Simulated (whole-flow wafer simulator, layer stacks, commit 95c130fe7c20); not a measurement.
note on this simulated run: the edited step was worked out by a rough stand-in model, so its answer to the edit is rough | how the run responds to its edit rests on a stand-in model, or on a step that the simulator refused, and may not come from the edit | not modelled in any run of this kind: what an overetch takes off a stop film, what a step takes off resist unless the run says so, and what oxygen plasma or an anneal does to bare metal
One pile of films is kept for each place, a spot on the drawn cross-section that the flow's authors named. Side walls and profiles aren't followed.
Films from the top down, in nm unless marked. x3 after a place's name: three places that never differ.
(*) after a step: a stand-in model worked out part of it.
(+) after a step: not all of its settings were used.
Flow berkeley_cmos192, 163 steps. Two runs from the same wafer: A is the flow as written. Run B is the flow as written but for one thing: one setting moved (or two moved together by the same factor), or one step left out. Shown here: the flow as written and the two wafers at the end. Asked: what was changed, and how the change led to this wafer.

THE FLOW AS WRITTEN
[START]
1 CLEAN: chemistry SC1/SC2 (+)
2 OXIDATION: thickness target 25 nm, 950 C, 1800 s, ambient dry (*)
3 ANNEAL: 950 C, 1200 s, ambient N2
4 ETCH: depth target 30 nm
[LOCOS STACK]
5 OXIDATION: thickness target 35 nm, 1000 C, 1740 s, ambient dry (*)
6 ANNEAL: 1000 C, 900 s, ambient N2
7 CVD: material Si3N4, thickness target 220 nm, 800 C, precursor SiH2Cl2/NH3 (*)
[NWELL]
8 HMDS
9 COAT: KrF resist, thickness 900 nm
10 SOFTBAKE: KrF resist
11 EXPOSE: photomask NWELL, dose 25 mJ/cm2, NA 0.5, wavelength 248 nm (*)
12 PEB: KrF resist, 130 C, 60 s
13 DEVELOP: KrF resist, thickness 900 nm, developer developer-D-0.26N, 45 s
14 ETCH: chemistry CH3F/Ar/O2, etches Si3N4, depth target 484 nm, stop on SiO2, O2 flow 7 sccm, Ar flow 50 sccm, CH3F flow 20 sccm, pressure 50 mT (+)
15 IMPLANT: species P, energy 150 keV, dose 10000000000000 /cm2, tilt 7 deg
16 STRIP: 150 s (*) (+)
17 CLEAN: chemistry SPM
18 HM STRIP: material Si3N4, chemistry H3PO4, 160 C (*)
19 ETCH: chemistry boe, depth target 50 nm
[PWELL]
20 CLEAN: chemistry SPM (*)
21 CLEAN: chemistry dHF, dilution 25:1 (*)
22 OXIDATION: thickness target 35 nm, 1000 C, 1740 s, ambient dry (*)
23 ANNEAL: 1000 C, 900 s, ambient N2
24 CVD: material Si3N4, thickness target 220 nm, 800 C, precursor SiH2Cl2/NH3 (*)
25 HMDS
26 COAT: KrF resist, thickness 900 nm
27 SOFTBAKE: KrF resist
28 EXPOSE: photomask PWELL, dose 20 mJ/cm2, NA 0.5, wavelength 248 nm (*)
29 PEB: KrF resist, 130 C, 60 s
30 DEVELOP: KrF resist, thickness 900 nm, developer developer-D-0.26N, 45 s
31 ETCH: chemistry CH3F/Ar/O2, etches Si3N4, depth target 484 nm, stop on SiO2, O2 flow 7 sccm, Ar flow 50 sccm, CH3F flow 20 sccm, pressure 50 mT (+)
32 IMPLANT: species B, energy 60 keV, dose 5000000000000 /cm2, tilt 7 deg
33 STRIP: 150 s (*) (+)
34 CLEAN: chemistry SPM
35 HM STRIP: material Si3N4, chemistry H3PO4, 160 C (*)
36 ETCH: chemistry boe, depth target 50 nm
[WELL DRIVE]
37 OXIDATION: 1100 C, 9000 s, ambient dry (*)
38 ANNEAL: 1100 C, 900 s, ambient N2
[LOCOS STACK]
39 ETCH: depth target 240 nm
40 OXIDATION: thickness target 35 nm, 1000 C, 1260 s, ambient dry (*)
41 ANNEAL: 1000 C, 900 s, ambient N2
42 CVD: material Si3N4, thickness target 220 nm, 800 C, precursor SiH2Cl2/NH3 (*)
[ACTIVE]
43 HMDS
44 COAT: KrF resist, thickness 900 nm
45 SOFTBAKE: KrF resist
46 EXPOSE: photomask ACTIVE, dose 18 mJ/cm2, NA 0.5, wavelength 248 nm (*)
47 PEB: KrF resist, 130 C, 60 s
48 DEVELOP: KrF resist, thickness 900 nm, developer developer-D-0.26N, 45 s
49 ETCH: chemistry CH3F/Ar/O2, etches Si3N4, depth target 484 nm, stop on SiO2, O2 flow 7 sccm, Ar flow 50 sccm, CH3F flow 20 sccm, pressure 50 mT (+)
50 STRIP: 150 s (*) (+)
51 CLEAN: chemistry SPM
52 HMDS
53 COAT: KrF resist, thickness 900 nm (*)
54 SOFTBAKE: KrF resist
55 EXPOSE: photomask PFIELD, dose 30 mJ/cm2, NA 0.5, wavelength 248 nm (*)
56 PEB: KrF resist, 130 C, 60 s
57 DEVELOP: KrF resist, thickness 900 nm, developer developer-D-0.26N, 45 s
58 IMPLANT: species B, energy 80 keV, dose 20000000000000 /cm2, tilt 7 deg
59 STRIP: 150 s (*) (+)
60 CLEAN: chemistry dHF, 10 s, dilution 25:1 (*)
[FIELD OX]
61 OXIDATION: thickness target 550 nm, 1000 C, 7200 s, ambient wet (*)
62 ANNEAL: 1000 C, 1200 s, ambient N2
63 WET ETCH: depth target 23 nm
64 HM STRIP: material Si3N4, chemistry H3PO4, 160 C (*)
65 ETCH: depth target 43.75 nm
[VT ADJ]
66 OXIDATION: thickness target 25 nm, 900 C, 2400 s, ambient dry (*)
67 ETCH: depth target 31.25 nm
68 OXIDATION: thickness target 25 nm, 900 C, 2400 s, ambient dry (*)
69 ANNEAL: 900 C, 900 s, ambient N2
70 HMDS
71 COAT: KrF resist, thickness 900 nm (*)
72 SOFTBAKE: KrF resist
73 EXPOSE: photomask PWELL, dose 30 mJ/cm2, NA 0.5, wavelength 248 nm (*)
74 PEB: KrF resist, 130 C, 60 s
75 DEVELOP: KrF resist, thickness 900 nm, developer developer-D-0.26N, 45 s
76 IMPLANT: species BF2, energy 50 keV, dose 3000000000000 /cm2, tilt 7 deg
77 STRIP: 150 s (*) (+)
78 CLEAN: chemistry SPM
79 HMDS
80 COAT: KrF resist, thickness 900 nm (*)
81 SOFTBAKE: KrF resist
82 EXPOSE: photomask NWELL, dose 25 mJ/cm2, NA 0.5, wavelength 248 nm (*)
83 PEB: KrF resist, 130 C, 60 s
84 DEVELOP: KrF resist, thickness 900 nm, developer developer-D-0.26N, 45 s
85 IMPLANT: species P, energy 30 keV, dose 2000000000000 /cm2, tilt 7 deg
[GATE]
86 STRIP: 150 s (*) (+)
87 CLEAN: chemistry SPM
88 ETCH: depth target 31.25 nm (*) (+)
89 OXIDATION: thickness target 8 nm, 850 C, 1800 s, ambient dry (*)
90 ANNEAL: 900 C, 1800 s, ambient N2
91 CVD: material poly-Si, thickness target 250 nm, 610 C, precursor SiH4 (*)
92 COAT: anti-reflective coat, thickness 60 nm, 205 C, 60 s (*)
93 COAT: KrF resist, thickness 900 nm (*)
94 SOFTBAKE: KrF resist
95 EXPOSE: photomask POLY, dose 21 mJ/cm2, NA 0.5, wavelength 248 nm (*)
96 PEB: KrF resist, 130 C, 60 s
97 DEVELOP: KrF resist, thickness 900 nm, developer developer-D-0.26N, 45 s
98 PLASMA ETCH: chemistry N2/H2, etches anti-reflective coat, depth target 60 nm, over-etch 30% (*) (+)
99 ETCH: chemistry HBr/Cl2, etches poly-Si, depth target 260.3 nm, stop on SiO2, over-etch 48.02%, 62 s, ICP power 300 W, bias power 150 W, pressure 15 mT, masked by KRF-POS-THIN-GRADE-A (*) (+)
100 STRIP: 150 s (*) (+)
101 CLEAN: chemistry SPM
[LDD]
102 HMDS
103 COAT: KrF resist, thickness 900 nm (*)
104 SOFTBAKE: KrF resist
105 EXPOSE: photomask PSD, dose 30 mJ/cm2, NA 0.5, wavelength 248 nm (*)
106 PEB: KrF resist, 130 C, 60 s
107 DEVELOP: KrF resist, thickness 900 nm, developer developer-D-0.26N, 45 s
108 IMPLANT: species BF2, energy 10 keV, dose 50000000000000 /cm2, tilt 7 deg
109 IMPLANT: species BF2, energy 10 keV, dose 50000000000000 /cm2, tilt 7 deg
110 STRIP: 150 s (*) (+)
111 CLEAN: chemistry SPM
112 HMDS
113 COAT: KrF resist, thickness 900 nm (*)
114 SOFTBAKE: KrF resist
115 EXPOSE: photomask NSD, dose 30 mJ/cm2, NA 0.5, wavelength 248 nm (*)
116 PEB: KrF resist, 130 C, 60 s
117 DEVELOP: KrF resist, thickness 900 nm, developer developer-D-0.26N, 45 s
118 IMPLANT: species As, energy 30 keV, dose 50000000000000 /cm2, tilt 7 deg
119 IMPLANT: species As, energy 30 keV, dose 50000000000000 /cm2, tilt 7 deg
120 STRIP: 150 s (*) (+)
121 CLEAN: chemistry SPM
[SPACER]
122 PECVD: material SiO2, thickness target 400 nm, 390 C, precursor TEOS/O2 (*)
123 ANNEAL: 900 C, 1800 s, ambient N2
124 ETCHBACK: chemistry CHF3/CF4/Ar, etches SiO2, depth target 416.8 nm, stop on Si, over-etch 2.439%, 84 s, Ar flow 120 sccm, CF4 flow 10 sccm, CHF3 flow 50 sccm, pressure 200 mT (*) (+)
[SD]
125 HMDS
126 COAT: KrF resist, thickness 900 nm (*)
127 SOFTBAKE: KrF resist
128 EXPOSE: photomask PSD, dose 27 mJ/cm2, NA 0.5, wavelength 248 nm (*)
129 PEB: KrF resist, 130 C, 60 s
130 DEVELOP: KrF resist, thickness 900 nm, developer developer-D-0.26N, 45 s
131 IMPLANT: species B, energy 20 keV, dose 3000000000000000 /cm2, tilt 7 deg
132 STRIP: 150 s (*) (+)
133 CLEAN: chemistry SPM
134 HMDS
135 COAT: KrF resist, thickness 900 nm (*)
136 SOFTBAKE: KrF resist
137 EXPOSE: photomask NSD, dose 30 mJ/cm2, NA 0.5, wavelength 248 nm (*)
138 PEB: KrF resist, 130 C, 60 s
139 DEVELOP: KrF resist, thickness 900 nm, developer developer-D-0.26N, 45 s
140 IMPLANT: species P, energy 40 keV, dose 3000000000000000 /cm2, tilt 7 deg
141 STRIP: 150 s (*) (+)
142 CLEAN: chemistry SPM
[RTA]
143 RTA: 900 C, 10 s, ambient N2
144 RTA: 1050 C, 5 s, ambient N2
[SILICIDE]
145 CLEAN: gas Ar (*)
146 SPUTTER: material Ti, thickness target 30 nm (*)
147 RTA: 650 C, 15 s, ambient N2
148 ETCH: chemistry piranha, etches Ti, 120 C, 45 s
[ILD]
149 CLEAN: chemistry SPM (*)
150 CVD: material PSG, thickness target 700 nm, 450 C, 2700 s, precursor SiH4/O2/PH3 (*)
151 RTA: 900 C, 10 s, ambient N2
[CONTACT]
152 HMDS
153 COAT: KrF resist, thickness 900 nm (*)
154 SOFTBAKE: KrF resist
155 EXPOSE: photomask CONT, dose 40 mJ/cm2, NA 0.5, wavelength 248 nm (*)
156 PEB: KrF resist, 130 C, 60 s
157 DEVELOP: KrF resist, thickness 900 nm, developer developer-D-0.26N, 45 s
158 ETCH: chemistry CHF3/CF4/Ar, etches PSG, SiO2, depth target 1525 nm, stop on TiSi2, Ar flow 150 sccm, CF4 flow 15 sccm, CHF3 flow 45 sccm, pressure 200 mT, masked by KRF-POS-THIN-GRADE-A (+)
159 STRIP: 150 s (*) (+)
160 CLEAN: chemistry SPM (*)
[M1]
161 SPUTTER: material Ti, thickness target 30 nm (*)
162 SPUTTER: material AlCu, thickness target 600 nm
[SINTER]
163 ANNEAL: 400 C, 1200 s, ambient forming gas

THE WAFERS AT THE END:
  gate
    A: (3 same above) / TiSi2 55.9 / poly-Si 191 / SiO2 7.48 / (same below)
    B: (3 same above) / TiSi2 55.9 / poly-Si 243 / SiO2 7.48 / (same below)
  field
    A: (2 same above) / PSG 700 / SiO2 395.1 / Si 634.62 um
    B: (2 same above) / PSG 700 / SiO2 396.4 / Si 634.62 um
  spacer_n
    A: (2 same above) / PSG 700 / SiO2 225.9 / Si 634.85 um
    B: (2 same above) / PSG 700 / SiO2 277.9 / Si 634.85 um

The cause: step 91, CVD: thickness target 302 nm was run, where the flow has thickness target 250 nm.

How the change led to this, step by step:
  91 CVD: material poly-Si, thickness target 250 nm, 610 C, precursor SiH4 (*)
      field, sd_n, spacer_n and 6 more: A poly-Si +250 (new film) | B poly-Si +302 (new film)
  92 COAT: anti-reflective coat, thickness 60 nm, 205 C, 60 s (*)
      field: A anti-reflective coat +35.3 (new film) | B anti-reflective coat +36.1 (new film)
      contact: A anti-reflective coat +54 (new film) | B anti-reflective coat +55.3 (new film)
  98 PLASMA ETCH: chemistry N2/H2, etches anti-reflective coat, depth target 60 nm, over-etch 30% (*) (+)
      field: A anti-reflective coat -35.3 (all of it), poly-Si -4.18 | B anti-reflective coat -36.1 (all of it), poly-Si -4.24
      contact: A anti-reflective coat -54 (all of it), poly-Si -3.7 | B anti-reflective coat -55.3 (all of it), poly-Si -3.75
  99 ETCH: chemistry HBr/Cl2, etches poly-Si, depth target 260.3 nm, stop on SiO2, over-etch 48.02%, 62 s, ICP power 300 W, bias power 150 W, pressure 15 mT, masked by KRF-POS-THIN-GRADE-A (*) (+)
      spacer_n, spacer_p: A poly-Si -245.8 (all of it), SiO2 -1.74 | B poly-Si -297.7 (all of it), SiO2 -0.44
      field: A poly-Si -245.8 (all of it), SiO2 -1.74 | B poly-Si -297.8 (all of it), SiO2 -0.44
      (and at 4 more places)
  103 COAT: KrF resist, thickness 900 nm (*)
      gate: A KrF resist +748 (new film) | B KrF resist +704.5 (new film)
      gate_p: A KrF resist +744.1 (new film) | B KrF resist +700.6 (new film)
  107 DEVELOP: KrF resist, thickness 900 nm, developer developer-D-0.26N, 45 s
      gate_p: A KrF resist -742.9 (all of it) | B KrF resist -699.5 (all of it)
  110 STRIP: 150 s (*) (+)
      gate: A KrF resist -732.7 (all of it), chemical SiO2 +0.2, poly-Si -0.09 | B KrF resist -689.2 (all of it), chemical SiO2 +0.2, poly-Si -0.09
  113 COAT: KrF resist, thickness 900 nm (*)
      gate: A KrF resist +747.9 (new film) | B KrF resist +704.4 (new film)
      gate_p: A KrF resist +743.9 (new film) | B KrF resist +700.4 (new film)
  117 DEVELOP: KrF resist, thickness 900 nm, developer developer-D-0.26N, 45 s
      gate: A KrF resist -746.8 (all of it) | B KrF resist -703.3 (all of it)
  120 STRIP: 150 s (*) (+)
      gate_p: A KrF resist -728.6 (all of it), chemical SiO2 +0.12, poly-Si -0.05 | B KrF resist -685.2 (all of it), chemical SiO2 +0.12, poly-Si -0.05
  124 ETCHBACK: chemistry CHF3/CF4/Ar, etches SiO2, depth target 416.8 nm, stop on Si, over-etch 2.439%, 84 s, Ar flow 120 sccm, CF4 flow 10 sccm, CHF3 flow 50 sccm, pressure 200 mT (*) (+)
      spacer_n: A SiO2 -160 | B SiO2 -109.3
      spacer_p: A SiO2 -159.9 | B SiO2 -109.2
  126 COAT: KrF resist, thickness 900 nm (*)
      spacer_n: A KrF resist +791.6 (new film) | B KrF resist +753.5 (new film)
      gate: A KrF resist +771.5 (new film) | B KrF resist +734.3 (new film)
      (and at 2 more places)
  130 DEVELOP: KrF resist, thickness 900 nm, developer developer-D-0.26N, 45 s
      spacer_p: A KrF resist -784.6 (all of it) | B KrF resist -746.7 (all of it)
      gate_p: A KrF resist -764.3 (all of it) | B KrF resist -727.3 (all of it)
  132 STRIP: 150 s (*) (+)
      spacer_n: A KrF resist -776.1 (all of it) | B KrF resist -738.1 (all of it)
      gate: A chemical SiO2 +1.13 (new film), KrF resist -756.1 (all of it), poly-Si -0.5 | B chemical SiO2 +1.13 (new film), KrF resist -718.9 (all of it), poly-Si -0.5
  135 COAT: KrF resist, thickness 900 nm (*)
      spacer_n: A KrF resist +791.1 (new film) | B KrF resist +753.8 (new film)
      gate: A KrF resist +770.3 (new film) | B KrF resist +733.9 (new film)
      (and at 2 more places)
  139 DEVELOP: KrF resist, thickness 900 nm, developer developer-D-0.26N, 45 s
      spacer_n: A KrF resist -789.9 (all of it) | B KrF resist -752.6 (all of it)
      gate: A KrF resist -769.1 (all of it) | B KrF resist -732.8 (all of it)
  ... 2 more steps ...
  159 STRIP: 150 s (*) (+)
      spacer_n: A KrF resist -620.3 (all of it) | B KrF resist -592.2 (all of it)
      gate: A KrF resist -600.1 (all of it) | B KrF resist -575.4 (all of it)
      (and at 2 more places)
